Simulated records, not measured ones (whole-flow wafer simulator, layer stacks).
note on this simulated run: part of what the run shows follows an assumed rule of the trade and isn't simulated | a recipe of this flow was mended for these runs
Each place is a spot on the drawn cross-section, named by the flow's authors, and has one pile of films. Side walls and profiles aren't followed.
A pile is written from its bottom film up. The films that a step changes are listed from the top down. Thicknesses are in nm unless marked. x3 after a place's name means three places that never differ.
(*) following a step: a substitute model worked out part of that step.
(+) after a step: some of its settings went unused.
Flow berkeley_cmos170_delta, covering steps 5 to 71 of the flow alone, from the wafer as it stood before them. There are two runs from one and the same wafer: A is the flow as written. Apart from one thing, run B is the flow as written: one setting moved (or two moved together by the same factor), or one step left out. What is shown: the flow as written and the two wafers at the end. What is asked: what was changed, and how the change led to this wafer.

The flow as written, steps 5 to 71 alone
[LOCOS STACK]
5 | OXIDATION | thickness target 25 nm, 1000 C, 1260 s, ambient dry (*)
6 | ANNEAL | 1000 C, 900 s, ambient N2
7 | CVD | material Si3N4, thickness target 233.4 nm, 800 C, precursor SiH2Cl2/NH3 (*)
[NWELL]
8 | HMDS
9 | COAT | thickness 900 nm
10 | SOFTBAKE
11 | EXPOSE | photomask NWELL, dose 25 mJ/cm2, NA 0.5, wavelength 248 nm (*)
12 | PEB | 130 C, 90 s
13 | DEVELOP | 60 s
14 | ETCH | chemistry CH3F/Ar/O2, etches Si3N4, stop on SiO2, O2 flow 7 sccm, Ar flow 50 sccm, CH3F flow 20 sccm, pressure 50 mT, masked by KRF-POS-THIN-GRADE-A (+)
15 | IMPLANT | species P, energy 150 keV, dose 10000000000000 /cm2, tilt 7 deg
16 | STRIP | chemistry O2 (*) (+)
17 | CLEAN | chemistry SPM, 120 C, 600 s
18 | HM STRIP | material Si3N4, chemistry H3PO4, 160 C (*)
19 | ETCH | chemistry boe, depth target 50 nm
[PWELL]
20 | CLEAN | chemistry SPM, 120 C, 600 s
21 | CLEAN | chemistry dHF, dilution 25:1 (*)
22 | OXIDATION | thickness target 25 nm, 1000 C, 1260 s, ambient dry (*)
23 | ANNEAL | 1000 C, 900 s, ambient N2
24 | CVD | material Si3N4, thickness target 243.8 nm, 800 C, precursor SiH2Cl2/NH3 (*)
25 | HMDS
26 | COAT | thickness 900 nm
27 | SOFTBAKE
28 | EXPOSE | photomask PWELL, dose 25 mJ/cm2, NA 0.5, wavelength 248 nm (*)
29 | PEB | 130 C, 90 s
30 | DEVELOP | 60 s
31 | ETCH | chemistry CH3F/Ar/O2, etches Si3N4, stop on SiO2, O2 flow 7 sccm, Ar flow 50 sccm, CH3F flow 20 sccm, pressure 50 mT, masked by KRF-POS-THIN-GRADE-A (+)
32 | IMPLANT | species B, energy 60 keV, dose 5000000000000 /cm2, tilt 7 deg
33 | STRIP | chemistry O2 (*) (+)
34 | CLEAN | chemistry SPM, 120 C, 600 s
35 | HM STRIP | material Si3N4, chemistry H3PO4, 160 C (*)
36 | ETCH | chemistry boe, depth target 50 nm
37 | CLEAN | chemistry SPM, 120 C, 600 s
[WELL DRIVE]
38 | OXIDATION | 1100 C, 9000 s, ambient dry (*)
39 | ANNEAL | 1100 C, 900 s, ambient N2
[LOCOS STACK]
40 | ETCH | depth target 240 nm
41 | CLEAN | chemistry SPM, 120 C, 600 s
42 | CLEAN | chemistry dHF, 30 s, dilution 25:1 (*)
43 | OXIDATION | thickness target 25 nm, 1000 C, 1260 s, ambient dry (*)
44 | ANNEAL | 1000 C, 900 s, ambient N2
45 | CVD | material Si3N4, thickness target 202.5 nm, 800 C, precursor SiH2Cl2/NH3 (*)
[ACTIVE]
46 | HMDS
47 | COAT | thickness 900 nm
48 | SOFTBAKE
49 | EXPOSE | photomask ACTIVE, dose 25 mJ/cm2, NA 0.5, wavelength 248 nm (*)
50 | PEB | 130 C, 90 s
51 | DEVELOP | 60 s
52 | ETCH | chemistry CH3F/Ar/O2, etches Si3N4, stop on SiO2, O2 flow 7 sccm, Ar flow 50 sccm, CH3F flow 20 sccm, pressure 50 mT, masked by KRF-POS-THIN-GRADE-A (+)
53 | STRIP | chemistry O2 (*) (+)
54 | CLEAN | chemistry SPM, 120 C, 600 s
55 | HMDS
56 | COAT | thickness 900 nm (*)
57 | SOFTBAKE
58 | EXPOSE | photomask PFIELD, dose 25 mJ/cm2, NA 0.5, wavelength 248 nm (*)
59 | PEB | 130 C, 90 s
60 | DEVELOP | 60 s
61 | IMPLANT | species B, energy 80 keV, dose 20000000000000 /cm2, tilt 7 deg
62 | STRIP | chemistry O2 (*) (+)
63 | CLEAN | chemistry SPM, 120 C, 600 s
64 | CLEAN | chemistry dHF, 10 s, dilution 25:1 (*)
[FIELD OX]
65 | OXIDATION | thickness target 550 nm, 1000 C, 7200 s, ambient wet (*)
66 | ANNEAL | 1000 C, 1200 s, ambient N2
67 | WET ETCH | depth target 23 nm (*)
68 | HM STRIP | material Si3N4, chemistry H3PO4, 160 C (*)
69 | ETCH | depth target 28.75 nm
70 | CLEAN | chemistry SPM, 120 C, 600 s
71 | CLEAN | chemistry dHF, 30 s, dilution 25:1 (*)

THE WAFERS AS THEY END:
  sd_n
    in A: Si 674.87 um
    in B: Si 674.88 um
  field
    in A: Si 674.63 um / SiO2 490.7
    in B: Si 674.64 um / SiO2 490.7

What caused this: step 5, OXIDATION: 700 C was run, while the flow as written has 1000 C.

How this came from the change, step by step:
  5 | OXIDATION | thickness target 25 nm, 1000 C, 1260 s, ambient dry (*)
      field, sd_n, spacer_n and 6 more: A SiO2 gains 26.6 (new film), Si loses 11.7 | B SiO2 gains 2.25 (new film), Si loses 0.99
  14 | ETCH | chemistry CH3F/Ar/O2, etches Si3N4, stop on SiO2, O2 flow 7 sccm, Ar flow 50 sccm, CH3F flow 20 sccm, pressure 50 mT, masked by KRF-POS-THIN-GRADE-A (+)
      sd_p, spacer_p, gate_p: A Si3N4 loses 233.4 (all of it), SiO2 loses 3.89 | B Si3N4 loses 233.4 (all of it), SiO2 loses 2.25 (all of it), Si loses 1.8
  16 | STRIP | chemistry O2 (*) (+)
      sd_p, spacer_p, gate_p: A nothing | B chemical SiO2 gains 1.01 (new film), Si loses 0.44
  18 | HM STRIP | material Si3N4, chemistry H3PO4, 160 C (*)
      field, sd_n, spacer_n, gate, contact, m1: A Si3N4 loses 233.4 (all of it), SiO2 loses 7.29 | B chemical SiO2 gains 0.5 (new film), Si3N4 loses 233.4 (all of it), SiO2 loses 2.25 (all of it), Si loses 0.22
      sd_p, spacer_p, gate_p: A SiO2 loses 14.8 | B chemical SiO2 loses 0.51, Si loses 0.22
  19 | ETCH | chemistry boe, depth target 50 nm
      field, sd_n, spacer_n, gate, contact, m1: A SiO2 loses 19.3 (all of it) | B chemical SiO2 loses 0.5 (all of it)
      sd_p, spacer_p, gate_p: A SiO2 loses 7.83 (all of it) | B chemical SiO2 loses 0.5 (all of it)
  65 | OXIDATION | thickness target 550 nm, 1000 C, 7200 s, ambient wet (*)
      sd_p: A SiO2 gains 12.1 (new film), Si3N4 loses 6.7, SiO2 gains 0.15, Si loses 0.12 | B SiO2 gains 12.1 (new film), Si3N4 loses 6.7
